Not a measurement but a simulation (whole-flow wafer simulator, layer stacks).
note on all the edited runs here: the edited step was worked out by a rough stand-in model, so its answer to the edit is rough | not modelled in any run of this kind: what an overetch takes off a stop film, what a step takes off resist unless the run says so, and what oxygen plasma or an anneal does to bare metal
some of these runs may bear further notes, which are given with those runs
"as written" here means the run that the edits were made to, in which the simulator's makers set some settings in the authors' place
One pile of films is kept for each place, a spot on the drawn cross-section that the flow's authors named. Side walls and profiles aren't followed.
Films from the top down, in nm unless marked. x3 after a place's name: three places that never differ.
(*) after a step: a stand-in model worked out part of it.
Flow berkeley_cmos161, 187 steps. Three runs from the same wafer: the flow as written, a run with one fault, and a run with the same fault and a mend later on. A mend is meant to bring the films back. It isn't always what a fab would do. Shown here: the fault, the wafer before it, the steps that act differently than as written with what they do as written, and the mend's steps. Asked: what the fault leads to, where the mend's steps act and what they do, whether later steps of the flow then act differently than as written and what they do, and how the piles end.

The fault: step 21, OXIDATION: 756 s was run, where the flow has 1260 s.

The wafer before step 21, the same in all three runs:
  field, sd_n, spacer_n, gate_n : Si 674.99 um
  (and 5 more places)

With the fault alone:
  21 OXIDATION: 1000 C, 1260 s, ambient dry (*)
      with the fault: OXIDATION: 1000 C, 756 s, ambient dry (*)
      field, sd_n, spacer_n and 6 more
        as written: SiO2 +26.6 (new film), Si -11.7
        with the fault: SiO2 +20.2 (new film), Si -8.91
  Later steps of the flow that act differently than as written (1 more step differs only slightly, by at most 2% or 0.5 nm, whichever is larger, and isn't shown):
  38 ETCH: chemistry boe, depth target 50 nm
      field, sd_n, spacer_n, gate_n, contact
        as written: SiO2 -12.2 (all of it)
        with the fault: SiO2 -5.9 (all of it)
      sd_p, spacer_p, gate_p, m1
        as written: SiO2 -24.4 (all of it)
        with the fault: SiO2 -18.1 (all of it)
  At the end the piles differ from the flow's only slightly at the places that both follow, by at most 2% or 0.5 nm, whichever is larger.

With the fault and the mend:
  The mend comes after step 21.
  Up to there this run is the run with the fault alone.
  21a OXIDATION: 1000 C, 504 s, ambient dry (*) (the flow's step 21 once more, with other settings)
      field, sd_n, spacer_n and 6 more
        SiO2 +6.3, Si -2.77
  No later step of the flow acts differently than as written at any place that is followed.
  At the end the piles are the same as the flow's at every place that both follow.
